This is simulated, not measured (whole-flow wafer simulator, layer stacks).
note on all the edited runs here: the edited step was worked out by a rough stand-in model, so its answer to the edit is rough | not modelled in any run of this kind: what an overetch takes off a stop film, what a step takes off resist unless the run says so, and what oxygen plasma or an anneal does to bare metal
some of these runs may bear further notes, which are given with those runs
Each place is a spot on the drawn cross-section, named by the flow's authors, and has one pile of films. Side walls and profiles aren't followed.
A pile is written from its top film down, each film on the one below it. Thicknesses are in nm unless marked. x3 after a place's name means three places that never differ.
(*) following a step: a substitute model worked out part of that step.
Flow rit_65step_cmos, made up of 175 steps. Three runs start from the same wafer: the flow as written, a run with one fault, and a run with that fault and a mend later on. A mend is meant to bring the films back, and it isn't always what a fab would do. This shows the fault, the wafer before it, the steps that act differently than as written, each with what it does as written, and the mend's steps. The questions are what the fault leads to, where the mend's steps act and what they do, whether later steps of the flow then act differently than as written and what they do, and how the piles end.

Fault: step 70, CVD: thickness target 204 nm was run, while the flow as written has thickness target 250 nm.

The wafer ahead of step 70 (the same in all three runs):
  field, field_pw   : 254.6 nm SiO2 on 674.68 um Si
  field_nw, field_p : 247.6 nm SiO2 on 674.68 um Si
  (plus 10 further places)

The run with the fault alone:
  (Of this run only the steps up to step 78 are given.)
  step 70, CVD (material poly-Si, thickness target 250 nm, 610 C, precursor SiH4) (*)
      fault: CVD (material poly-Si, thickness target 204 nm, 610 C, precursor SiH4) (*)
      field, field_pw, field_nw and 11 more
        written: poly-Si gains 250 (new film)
        fault: poly-Si gains 204 (new film)
  None of the later steps of the flow up to step 78 differs from how it acts as written, at any place that is followed, by more than 2% or 0.5 nm, whichever is larger.
  After step 78, at field, field_pw, field_nw and 11 more, the piles differ from the flow's by more than 2% or 0.5 nm, whichever is larger.
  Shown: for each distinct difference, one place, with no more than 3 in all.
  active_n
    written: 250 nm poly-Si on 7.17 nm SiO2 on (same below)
    fault: 204 nm poly-Si on 7.17 nm SiO2 on (same below)
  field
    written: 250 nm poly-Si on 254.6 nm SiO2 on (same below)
    fault: 204 nm poly-Si on 254.6 nm SiO2 on (same below)
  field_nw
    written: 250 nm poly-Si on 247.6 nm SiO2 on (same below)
    fault: 204 nm poly-Si on 247.6 nm SiO2 on (same below)

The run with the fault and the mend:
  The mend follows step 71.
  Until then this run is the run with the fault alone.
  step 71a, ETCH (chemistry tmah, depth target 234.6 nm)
      field, field_pw, field_nw and 11 more
        poly-Si loses 204 (all of it)
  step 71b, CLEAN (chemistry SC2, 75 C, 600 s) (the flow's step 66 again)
      does not change any film at any place that is followed
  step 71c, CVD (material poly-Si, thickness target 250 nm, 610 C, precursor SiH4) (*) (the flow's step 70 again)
      field, field_pw, field_nw and 11 more
        poly-Si gains 250 (new film)
  None of the later steps of the flow acts differently than as written at any place that is followed.
  The piles end the same as the flow's at every place that both follow.
